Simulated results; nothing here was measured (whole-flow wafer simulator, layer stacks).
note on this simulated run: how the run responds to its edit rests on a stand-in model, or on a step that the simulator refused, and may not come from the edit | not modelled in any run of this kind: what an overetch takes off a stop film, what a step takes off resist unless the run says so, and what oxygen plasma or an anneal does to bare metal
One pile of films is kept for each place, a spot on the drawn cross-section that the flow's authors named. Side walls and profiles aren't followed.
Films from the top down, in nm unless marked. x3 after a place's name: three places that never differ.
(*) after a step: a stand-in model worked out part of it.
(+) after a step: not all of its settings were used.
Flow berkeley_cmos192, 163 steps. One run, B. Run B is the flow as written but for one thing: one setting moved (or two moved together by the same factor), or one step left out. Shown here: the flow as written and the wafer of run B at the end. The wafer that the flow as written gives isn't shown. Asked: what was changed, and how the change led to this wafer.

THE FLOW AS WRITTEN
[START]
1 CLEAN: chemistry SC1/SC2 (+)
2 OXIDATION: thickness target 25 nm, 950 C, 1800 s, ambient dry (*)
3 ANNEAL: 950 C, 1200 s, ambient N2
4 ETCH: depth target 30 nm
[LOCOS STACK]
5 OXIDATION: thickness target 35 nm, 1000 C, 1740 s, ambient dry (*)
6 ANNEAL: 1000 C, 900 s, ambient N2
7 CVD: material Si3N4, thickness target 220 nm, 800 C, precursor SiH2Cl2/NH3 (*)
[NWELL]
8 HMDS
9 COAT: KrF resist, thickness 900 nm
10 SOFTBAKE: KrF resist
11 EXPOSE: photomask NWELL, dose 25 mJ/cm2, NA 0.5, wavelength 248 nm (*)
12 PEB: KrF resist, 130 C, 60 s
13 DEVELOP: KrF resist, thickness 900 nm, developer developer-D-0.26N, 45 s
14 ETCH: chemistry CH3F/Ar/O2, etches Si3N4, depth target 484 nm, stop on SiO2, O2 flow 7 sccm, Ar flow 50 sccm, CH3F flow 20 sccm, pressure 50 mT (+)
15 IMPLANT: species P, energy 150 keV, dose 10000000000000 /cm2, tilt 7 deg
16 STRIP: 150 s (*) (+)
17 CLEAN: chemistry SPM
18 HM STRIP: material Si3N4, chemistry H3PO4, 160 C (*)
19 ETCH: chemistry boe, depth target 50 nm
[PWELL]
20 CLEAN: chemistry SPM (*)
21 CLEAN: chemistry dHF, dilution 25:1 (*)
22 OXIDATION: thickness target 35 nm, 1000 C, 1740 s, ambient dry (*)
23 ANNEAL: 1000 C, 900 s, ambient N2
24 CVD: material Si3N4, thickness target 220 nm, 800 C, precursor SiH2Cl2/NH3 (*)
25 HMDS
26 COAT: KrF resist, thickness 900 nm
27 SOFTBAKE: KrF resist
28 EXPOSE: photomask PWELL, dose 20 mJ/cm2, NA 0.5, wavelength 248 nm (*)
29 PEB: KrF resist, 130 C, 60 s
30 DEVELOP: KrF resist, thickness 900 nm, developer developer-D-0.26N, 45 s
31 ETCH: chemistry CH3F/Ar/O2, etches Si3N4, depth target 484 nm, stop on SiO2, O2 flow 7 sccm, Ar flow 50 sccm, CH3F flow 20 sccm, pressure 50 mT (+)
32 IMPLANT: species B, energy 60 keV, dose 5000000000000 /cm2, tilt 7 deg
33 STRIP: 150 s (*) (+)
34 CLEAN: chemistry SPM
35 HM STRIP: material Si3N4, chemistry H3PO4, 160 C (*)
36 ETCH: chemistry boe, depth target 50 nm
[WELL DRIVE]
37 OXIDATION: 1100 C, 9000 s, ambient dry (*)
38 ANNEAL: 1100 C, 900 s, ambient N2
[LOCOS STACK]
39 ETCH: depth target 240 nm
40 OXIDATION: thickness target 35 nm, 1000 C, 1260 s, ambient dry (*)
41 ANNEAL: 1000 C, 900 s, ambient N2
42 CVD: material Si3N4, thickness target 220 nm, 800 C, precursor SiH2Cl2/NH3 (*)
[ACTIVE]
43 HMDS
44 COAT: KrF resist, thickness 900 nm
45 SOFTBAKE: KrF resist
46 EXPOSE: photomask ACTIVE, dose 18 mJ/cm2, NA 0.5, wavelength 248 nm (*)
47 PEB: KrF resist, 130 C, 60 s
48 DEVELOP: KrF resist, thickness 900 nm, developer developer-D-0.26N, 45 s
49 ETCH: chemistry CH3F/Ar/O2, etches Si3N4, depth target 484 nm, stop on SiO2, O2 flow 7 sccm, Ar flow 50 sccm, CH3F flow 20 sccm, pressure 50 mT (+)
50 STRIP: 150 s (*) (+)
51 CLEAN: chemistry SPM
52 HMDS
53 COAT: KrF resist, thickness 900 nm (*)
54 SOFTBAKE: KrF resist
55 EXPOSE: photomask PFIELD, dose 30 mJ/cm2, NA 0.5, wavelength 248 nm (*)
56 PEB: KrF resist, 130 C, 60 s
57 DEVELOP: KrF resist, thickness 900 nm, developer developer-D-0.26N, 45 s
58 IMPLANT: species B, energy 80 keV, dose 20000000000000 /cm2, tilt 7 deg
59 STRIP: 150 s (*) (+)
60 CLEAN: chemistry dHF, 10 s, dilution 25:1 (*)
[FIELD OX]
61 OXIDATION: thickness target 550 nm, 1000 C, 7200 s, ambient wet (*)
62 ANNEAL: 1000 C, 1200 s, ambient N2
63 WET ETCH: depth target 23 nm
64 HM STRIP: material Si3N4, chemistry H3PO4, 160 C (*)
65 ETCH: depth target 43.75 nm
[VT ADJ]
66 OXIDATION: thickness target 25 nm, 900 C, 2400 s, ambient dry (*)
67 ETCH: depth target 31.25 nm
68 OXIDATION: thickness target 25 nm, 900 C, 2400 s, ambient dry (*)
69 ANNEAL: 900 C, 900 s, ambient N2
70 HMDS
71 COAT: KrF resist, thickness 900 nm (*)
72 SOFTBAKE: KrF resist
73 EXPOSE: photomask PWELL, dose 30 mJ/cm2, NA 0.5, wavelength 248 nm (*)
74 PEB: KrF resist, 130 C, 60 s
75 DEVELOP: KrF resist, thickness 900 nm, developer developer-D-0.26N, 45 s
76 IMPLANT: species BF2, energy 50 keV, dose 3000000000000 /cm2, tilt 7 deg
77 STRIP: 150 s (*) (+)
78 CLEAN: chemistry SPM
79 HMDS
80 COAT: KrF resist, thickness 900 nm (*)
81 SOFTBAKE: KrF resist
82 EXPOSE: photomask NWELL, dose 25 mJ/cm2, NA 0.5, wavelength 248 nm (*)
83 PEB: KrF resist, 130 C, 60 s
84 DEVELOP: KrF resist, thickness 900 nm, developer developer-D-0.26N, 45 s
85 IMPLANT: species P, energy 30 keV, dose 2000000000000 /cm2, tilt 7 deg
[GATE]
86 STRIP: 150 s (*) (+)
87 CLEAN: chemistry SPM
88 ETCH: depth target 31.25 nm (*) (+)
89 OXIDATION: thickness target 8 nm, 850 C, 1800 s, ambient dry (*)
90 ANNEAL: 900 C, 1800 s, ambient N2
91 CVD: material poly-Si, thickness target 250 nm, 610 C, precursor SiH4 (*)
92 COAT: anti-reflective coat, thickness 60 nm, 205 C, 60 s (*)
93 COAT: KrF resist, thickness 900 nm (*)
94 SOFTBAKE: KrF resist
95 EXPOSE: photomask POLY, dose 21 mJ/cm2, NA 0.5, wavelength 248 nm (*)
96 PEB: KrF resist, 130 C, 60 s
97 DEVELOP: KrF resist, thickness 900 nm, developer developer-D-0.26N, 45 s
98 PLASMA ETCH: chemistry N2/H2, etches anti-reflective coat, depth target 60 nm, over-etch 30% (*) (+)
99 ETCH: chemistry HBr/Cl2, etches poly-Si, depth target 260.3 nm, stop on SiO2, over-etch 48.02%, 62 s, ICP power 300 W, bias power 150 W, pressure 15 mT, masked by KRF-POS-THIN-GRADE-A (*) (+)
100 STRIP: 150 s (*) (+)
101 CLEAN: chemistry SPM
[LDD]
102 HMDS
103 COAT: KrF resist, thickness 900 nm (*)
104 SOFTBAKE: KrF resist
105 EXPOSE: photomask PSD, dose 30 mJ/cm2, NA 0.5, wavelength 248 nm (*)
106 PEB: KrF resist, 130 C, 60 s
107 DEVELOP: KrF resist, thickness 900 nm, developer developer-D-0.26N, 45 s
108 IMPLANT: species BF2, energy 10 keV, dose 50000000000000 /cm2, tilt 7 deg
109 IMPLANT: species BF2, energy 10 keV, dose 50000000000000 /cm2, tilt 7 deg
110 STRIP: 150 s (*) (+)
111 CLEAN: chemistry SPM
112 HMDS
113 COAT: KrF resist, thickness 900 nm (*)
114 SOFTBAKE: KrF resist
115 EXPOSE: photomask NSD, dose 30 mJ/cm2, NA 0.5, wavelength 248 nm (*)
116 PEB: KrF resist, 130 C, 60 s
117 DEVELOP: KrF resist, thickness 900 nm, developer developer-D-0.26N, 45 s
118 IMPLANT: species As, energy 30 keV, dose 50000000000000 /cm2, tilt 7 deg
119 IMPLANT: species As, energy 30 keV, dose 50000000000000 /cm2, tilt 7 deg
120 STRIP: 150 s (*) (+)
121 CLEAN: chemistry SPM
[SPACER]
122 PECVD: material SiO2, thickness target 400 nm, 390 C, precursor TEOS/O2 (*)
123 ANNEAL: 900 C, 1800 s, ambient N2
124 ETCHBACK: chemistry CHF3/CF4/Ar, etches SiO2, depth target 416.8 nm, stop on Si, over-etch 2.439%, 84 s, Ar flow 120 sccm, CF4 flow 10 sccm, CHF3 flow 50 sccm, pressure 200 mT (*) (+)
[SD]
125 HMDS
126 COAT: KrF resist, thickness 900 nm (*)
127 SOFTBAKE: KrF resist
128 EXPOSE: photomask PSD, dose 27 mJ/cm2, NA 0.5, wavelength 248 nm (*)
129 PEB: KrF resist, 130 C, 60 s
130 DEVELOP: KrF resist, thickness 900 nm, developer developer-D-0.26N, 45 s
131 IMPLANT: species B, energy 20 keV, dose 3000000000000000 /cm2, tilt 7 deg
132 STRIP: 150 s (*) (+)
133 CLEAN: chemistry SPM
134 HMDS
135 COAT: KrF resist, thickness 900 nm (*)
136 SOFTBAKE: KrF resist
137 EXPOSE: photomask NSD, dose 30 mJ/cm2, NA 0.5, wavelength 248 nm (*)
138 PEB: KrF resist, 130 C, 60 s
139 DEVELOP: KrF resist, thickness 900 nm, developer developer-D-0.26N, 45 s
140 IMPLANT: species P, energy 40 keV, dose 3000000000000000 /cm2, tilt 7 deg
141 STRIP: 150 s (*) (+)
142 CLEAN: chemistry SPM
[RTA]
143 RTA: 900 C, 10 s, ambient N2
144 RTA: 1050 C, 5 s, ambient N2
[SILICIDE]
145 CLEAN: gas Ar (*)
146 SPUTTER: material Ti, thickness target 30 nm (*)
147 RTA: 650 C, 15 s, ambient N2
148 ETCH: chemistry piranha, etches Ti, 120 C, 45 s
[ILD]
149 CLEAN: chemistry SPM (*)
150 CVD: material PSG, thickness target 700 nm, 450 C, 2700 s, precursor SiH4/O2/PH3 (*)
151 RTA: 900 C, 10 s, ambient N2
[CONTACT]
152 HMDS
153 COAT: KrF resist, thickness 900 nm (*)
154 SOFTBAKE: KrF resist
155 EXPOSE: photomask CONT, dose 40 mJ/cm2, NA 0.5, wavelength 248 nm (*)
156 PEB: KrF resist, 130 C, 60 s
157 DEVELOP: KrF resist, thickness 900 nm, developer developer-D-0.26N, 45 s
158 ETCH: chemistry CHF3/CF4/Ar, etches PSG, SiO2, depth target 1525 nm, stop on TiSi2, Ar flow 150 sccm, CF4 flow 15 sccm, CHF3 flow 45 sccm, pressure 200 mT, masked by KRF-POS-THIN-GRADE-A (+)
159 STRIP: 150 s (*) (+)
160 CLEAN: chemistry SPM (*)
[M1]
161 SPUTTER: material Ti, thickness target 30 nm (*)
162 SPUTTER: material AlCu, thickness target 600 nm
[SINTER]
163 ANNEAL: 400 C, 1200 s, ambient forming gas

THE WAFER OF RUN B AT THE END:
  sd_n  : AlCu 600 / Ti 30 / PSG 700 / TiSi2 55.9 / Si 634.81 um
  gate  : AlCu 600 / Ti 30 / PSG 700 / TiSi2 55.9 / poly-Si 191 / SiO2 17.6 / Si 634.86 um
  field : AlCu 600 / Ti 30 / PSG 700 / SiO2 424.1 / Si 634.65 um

The cause: step 39, ETCH: depth target 103 nm was run, where the flow has depth target 240 nm.

How the change led to this, step by step:
  39 ETCH: depth target 240 nm
      field, sd_n, spacer_n and 6 more: SiO2 -103 (as written it would be: SiO2 -197.6 (all of it))
  40 OXIDATION: thickness target 35 nm, 1000 C, 1260 s, ambient dry (*)
      field, sd_n, spacer_n and 6 more: SiO2 +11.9, Si -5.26 (as written it would be: SiO2 +26.6 (new film), Si -11.7)
  61 OXIDATION: thickness target 550 nm, 1000 C, 7200 s, ambient wet (*)
      sd_n, sd_p: SiO2 +12.1 (new film), Si3N4 -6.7 (as written it would be: SiO2 +12.1 (new film), Si3N4 -6.7, SiO2 +0.06, Si -0.06)
      gate: SiO2 +12.1 (new film), Si3N4 -6.7 (as written it would be: SiO2 +12.1 (new film), Si3N4 -6.7, SiO2 +0.05, Si -0.05)
      (and at 1 more place)
  65 ETCH: depth target 43.75 nm
      sd_n, spacer_n, gate, sd_p, spacer_p, gate_p, contact, m1: SiO2 -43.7 (as written it would be: SiO2 -24.6 (all of it))
  66 OXIDATION: thickness target 25 nm, 900 C, 2400 s, ambient dry (*)
      sd_n, spacer_n, gate, sd_p, spacer_p, gate_p, contact, m1: SiO2 +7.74, Si -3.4 (as written it would be: SiO2 +14.9 (new film), Si -6.57)
  67 ETCH: depth target 31.25 nm
      sd_n, spacer_n, gate, sd_p, spacer_p, gate_p, contact, m1: SiO2 -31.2 (as written it would be: SiO2 -14.9 (all of it))
  68 OXIDATION: thickness target 25 nm, 900 C, 2400 s, ambient dry (*)
      sd_n, spacer_n, gate, sd_p, spacer_p, gate_p, contact, m1: SiO2 +7.57, Si -3.33 (as written it would be: SiO2 +14.9 (new film), Si -6.57)
  88 ETCH: depth target 31.25 nm (*) (+)
      sd_n, spacer_n, gate, sd_p, spacer_p, gate_p, contact, m1: SiO2 -31.2 (as written it would be: SiO2 -14.9 (all of it))
  89 OXIDATION: thickness target 8 nm, 850 C, 1800 s, ambient dry (*)
      sd_n, spacer_n, gate, sd_p, spacer_p, gate_p, contact, m1: SiO2 +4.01, Si -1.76 (as written it would be: SiO2 +7.48 (new film), Si -3.29)
  92 COAT: anti-reflective coat, thickness 60 nm, 205 C, 60 s (*)
      sd_n: anti-reflective coat +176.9 (new film) (as written it would be: anti-reflective coat +152.4 (new film))
      spacer_n: anti-reflective coat +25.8 (new film) (as written it would be: anti-reflective coat +33.8 (new film))
      (and at 6 more places)
  93 COAT: KrF resist, thickness 900 nm (*)
      spacer_n: KrF resist +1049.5 (new film) (as written it would be: KrF resist +1021.2 (new film))
      gate: KrF resist +1051.6 (new film) (as written it would be: KrF resist +1023.8 (new film))
  97 DEVELOP: KrF resist, thickness 900 nm, developer developer-D-0.26N, 45 s
      spacer_n: KrF resist -1047.7 (all of it) (as written it would be: KrF resist -1019.5 (all of it))
  98 PLASMA ETCH: chemistry N2/H2, etches anti-reflective coat, depth target 60 nm, over-etch 30% (*) (+)
      field: anti-reflective coat -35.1 (all of it), poly-Si -5 (as written it would be: anti-reflective coat -35.3 (all of it), poly-Si -4.18)
      sd_n: anti-reflective coat -176.9 (all of it), poly-Si -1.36 (as written it would be: anti-reflective coat -152.4 (all of it), poly-Si -1.17)
      (and at 5 more places)
  100 STRIP: 150 s (*) (+)
      gate: chemical SiO2 +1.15 (new film), KrF resist -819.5 (all of it), anti-reflective coat -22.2 (all of it), poly-Si -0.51 (as written it would be: chemical SiO2 +1.15 (new film), KrF resist -791.8 (all of it), anti-reflective coat -30 (all of it), poly-Si -0.51)
      gate_p: chemical SiO2 +1.15 (new film), KrF resist -782.7 (all of it), anti-reflective coat -25.9 (all of it), poly-Si -0.51 (as written it would be: chemical SiO2 +1.15 (new film), KrF resist -765.1 (all of it), anti-reflective coat -31 (all of it), poly-Si -0.51)
  124 ETCHBACK: chemistry CHF3/CF4/Ar, etches SiO2, depth target 416.8 nm, stop on Si, over-etch 2.439%, 84 s, Ar flow 120 sccm, CF4 flow 10 sccm, CHF3 flow 50 sccm, pressure 200 mT (*) (+)
      sd_n: SiO2 -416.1 (all of it) (as written it would be: SiO2 -406 (all of it))
      contact: SiO2 -415.8 (all of it) (as written it would be: SiO2 -405.8 (all of it))
      (and at 1 more place)
  126 COAT: KrF resist, thickness 900 nm (*)
      sd_n: KrF resist +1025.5 (new film) (as written it would be: KrF resist +999.7 (new film))
      m1: KrF resist +1017.5 (new film) (as written it would be: KrF resist +994.3 (new film))
  ... 11 more steps ...
  162 SPUTTER: material AlCu, thickness target 600 nm
      sd_p: AlCu +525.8 (new film) (as written it would be: AlCu +551.2 (new film))
